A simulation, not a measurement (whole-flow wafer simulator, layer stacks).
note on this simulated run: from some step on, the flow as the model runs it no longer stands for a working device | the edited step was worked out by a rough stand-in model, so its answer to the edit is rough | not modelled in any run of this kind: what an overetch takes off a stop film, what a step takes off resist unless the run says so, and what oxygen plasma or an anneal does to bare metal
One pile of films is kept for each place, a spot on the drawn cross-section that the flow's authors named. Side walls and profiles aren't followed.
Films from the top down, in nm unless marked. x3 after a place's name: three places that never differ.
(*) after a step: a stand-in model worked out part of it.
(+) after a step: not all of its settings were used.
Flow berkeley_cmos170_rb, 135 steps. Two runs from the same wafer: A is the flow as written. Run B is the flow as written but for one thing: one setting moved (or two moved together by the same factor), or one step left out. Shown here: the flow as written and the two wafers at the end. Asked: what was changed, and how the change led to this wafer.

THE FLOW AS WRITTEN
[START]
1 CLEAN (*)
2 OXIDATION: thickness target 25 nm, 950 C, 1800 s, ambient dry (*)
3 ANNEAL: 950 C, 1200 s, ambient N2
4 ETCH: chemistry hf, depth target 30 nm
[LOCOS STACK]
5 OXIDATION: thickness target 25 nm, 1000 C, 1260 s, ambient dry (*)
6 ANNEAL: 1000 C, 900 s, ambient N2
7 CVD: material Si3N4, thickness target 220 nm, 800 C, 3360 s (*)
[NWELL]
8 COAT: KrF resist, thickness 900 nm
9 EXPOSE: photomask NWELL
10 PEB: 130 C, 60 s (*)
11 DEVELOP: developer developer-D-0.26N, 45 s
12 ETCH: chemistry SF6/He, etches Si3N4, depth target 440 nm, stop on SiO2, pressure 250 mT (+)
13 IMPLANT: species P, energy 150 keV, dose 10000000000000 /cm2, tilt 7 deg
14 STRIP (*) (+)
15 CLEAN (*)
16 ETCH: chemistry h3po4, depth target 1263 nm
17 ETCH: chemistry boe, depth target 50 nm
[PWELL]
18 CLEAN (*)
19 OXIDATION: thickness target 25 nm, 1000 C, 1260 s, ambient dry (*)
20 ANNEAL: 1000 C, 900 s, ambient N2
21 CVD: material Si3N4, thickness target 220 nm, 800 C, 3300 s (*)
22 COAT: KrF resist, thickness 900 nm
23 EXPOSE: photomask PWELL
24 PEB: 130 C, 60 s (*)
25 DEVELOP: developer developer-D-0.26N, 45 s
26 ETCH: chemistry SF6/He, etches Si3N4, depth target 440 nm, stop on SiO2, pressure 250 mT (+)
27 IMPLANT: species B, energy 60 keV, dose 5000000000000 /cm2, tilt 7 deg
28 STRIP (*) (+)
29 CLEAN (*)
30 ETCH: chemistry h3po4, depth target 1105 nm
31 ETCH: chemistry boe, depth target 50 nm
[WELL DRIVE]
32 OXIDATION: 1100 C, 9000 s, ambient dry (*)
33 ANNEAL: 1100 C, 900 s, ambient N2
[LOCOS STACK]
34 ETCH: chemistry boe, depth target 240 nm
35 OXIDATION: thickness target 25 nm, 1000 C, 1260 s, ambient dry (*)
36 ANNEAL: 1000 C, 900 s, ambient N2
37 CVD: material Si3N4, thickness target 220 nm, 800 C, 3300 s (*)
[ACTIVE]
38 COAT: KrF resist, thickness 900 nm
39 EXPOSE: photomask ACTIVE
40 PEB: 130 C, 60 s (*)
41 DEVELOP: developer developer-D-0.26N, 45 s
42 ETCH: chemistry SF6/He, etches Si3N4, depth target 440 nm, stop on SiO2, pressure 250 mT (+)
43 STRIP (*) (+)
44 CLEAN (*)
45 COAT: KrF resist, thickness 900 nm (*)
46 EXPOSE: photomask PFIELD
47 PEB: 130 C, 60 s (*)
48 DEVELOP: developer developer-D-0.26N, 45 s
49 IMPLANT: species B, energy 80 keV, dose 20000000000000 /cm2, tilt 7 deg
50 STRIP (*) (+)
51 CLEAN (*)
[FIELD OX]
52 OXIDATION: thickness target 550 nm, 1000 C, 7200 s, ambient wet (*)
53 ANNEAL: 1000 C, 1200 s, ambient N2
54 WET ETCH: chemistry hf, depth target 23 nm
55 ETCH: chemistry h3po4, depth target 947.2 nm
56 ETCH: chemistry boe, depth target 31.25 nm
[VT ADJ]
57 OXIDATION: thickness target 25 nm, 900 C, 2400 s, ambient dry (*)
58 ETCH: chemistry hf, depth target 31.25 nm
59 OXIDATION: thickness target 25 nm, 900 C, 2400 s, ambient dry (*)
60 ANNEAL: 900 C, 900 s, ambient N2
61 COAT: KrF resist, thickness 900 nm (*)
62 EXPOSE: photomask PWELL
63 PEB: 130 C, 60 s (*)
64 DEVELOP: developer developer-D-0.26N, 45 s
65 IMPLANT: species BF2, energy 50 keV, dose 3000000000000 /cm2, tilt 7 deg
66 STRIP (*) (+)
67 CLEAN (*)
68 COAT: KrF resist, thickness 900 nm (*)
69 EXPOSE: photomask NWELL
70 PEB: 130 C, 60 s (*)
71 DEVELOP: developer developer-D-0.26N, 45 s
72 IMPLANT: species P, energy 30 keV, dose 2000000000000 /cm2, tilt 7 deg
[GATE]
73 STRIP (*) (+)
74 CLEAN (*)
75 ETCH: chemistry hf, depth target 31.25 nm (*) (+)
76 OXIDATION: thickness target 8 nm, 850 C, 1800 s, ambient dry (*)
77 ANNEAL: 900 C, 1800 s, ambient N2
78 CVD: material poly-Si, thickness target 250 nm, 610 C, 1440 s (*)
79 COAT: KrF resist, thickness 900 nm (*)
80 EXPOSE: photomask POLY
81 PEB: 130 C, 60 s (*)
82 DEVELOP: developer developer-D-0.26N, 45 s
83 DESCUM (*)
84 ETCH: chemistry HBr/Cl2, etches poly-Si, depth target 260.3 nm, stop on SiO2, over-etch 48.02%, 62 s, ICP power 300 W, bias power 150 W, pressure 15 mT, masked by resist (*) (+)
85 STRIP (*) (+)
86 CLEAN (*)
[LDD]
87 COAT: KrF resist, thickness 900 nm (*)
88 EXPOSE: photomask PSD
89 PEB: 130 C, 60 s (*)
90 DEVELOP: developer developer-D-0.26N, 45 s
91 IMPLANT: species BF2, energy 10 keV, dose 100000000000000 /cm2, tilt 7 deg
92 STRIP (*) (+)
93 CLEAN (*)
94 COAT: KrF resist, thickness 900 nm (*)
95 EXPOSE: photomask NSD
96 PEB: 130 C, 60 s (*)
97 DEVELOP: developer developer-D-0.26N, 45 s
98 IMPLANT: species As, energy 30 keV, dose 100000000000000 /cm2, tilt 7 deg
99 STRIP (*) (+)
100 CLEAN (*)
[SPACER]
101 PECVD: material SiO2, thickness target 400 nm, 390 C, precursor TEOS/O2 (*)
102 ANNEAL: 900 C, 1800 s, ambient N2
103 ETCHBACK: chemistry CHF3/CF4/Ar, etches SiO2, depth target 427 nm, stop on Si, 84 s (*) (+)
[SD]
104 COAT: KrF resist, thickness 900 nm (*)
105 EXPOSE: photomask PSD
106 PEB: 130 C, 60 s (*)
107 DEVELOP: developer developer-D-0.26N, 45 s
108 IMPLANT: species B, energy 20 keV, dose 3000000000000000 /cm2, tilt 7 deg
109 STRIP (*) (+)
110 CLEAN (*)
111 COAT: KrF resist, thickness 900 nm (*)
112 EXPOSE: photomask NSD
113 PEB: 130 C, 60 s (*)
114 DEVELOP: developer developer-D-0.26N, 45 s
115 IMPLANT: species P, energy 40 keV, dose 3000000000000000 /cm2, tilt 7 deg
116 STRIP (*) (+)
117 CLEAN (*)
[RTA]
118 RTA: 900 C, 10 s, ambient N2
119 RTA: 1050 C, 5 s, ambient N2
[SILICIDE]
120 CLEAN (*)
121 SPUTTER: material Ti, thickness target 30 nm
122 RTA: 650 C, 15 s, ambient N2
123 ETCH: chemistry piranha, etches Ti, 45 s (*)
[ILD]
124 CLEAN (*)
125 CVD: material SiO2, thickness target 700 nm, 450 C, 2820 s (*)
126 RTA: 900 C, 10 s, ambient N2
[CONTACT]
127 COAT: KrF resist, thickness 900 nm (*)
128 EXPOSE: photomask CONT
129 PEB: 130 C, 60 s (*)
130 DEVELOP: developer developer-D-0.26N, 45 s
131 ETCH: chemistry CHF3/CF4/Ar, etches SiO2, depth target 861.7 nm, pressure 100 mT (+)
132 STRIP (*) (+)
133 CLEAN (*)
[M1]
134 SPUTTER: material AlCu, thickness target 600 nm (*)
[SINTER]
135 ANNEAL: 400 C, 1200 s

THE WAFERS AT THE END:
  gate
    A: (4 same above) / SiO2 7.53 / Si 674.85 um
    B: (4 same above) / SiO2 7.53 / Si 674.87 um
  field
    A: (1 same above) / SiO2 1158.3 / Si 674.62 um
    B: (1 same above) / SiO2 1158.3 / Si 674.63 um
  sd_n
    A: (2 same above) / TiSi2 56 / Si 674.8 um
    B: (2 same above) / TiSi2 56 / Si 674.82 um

The cause: step 32, OXIDATION: 6300 s was run, where the flow has 9000 s.

How the change led to this, step by step:
  32 OXIDATION: 1100 C, 9000 s, ambient dry (*)
      field, sd_n, spacer_n and 6 more: A SiO2 +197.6 (new film), Si -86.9 | B SiO2 +158.8 (new film), Si -69.9
  34 ETCH: chemistry boe, depth target 240 nm
      field, sd_n, spacer_n and 6 more: A SiO2 -197.6 (all of it) | B SiO2 -158.8 (all of it)
